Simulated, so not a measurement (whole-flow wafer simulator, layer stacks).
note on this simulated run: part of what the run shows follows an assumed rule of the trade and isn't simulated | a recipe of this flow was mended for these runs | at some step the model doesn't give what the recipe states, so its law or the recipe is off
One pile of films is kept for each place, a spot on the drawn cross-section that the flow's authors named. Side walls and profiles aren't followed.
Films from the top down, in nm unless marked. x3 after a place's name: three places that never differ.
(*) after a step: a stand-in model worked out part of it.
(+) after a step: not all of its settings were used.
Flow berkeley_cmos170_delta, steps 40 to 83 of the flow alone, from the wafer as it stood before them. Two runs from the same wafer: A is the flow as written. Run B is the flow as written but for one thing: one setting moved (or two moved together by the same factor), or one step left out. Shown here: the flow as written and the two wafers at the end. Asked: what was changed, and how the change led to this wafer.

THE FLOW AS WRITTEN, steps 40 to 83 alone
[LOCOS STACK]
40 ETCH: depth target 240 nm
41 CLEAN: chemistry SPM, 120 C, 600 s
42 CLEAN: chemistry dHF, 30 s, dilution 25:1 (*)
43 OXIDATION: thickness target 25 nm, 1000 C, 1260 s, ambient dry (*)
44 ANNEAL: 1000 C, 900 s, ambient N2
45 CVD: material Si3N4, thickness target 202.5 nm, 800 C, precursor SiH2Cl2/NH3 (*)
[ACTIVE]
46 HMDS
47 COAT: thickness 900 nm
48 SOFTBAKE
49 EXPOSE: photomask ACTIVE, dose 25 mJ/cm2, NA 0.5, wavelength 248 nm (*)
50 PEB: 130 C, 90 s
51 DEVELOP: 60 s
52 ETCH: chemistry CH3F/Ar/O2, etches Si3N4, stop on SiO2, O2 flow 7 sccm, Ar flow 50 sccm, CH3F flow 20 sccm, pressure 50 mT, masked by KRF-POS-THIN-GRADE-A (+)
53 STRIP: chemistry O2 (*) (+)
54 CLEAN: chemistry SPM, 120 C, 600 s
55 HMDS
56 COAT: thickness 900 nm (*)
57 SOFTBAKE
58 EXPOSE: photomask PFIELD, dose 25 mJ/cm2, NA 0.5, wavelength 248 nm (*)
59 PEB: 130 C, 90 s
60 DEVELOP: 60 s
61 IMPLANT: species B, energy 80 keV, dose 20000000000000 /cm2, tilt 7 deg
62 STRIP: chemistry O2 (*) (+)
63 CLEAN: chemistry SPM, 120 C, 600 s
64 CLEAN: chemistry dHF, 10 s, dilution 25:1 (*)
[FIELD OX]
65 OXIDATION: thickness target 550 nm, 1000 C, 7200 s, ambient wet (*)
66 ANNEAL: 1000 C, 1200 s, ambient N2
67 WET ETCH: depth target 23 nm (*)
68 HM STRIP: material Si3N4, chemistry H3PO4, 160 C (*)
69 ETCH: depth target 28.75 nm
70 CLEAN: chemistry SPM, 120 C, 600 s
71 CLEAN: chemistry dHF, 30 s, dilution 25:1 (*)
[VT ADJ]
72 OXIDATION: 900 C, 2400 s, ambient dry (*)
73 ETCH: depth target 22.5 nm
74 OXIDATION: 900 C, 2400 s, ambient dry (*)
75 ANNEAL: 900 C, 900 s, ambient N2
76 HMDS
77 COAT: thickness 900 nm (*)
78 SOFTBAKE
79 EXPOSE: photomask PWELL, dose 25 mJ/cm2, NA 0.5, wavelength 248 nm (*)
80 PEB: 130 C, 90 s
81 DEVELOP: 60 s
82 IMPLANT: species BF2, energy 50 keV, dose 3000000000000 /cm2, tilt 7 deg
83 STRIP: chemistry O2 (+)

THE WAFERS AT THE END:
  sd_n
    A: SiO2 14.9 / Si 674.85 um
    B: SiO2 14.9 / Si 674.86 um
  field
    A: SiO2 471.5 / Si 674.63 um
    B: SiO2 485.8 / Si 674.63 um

The cause: step 69, ETCH: depth target 14.38 nm was run, where the flow has depth target 28.75 nm.

How the change led to this, step by step:
  69 ETCH: depth target 28.75 nm
      spacer_n, gate, spacer_p, gate_p, contact, m1: A SiO2 -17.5 (all of it) | B SiO2 -14.4
      sd_n, sd_p: A SiO2 -17.6 (all of it) | B SiO2 -14.4
      (and at 1 more place)
  70 CLEAN: chemistry SPM, 120 C, 600 s
      sd_n, spacer_n, gate, sd_p, spacer_p, gate_p, contact, m1: A chemical SiO2 +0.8 (new film), Si -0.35 | B nothing
  71 CLEAN: chemistry dHF, 30 s, dilution 25:1 (*)
      spacer_n, gate, spacer_p, gate_p, contact, m1: A chemical SiO2 -0.8 (all of it) | B SiO2 -3.11 (all of it)
      sd_n, sd_p: A chemical SiO2 -0.8 (all of it) | B SiO2 -3.27 (all of it)
